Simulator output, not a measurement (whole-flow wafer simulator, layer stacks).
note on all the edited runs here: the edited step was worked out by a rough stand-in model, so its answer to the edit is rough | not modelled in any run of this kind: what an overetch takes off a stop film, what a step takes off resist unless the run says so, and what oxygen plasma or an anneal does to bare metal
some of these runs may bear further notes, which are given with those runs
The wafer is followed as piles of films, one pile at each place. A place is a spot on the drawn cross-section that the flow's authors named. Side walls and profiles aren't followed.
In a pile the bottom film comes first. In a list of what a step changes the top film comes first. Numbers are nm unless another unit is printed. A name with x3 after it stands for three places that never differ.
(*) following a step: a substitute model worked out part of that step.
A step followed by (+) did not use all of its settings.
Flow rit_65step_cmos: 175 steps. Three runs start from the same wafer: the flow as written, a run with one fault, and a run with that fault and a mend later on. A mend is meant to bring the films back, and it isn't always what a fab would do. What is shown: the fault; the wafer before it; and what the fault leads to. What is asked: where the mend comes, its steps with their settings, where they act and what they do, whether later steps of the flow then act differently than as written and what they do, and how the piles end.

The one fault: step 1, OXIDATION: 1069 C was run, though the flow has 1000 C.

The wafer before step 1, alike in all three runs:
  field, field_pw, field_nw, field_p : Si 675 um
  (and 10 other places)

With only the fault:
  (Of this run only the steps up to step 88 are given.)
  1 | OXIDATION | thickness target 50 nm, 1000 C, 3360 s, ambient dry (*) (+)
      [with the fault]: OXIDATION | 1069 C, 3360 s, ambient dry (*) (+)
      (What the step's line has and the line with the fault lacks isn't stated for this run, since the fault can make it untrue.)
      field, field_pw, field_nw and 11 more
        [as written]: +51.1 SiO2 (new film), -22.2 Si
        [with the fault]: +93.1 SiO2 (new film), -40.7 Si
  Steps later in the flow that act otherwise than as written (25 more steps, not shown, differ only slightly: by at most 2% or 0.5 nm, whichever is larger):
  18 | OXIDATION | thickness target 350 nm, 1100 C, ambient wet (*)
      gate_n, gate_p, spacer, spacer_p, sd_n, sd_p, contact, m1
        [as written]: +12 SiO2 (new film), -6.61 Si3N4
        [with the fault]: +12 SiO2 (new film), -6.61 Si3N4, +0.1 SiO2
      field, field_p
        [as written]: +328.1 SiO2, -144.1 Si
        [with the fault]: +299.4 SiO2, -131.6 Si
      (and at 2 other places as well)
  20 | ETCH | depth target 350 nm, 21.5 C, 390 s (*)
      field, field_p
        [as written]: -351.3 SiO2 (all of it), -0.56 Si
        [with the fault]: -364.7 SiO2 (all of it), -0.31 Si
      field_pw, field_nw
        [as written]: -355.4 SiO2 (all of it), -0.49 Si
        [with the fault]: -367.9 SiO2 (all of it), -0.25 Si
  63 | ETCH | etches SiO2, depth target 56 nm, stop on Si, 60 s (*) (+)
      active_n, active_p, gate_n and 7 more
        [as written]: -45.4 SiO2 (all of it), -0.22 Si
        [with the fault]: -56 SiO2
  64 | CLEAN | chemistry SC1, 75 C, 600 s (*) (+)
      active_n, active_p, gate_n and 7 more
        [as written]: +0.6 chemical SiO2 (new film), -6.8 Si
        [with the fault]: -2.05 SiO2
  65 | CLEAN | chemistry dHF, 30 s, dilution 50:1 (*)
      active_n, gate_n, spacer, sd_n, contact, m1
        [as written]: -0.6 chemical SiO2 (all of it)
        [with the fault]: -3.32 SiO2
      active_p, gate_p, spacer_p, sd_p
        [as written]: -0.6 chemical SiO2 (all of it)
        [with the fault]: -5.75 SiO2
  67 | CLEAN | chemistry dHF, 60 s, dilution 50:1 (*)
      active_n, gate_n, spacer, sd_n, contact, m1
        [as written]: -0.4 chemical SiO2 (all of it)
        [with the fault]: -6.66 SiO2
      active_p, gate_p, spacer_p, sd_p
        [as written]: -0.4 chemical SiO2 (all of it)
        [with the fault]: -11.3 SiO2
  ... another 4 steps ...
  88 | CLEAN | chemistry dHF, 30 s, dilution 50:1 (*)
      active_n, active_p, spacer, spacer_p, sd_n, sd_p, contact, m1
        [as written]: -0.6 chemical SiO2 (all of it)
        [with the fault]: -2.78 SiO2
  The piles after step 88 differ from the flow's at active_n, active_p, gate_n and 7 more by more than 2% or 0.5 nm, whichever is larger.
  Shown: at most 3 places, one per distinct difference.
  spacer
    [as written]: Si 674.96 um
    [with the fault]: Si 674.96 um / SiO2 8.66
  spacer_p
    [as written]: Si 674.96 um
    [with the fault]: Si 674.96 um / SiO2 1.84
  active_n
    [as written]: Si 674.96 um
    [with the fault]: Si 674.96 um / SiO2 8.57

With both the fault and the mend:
  The mend stands after step 2.
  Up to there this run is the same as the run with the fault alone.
  2a | ETCH | depth target 107 nm, 21.5 C, 119 s
      field, field_pw, field_nw and 11 more
        -93.1 SiO2 (all of it)
  2b | CLEAN | chemistry SC2, 75 C, 600 s
      field, field_pw, field_nw and 11 more
        +0.4 chemical SiO2 (new film), -0.17 Si
  2c | OXIDATION | 1000 C, 3360 s, ambient dry (*) (the flow's step 1 again, with other settings)
      field, field_pw, field_nw and 11 more
        +51 SiO2 (new film), -0.4 chemical SiO2 (all of it), -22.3 Si
  Steps later in the flow that act otherwise than as written (17 more steps, not shown, differ only slightly: by at most 2% or 0.5 nm, whichever is larger):
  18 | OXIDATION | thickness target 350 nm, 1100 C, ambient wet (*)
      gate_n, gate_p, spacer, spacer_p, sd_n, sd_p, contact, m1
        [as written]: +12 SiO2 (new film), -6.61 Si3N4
        [with the mend]: +12 SiO2 (new film), -6.61 Si3N4, +0.03 SiO2
  The piles end only slightly different from the flow's at the places that both follow, by no more than 2% or 0.5 nm, whichever is larger.
